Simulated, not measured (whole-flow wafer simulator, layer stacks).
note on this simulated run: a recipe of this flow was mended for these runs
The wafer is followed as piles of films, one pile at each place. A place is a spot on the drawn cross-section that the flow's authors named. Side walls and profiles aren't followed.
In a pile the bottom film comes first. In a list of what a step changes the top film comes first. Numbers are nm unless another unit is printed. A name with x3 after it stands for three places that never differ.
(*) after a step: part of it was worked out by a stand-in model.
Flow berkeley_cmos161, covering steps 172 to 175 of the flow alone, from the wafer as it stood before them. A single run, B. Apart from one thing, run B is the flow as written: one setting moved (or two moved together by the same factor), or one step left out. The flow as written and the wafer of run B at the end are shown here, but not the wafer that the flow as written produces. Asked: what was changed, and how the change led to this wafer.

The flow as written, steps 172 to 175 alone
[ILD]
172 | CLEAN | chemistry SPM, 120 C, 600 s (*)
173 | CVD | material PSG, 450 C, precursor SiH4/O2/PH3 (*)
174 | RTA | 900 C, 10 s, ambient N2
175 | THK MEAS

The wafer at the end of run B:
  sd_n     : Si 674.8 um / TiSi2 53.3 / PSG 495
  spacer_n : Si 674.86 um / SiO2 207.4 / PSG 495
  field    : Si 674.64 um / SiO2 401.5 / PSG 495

What caused this: step 173, CVD: 434 C was run, while the flow as written has 450 C.

How this came from the change, step by step:
  173 | CVD | material PSG, 450 C, precursor SiH4/O2/PH3 (*)
      field, sd_n, spacer_n, gate_n, spacer_p, gate_p, contact x2: PSG gains 495 (new film) (in the flow as written it would be: PSG gains 550 (new film))
      sd_p: PSG gains 470.8 (new film) (in the flow as written it would be: PSG gains 522.4 (new film))
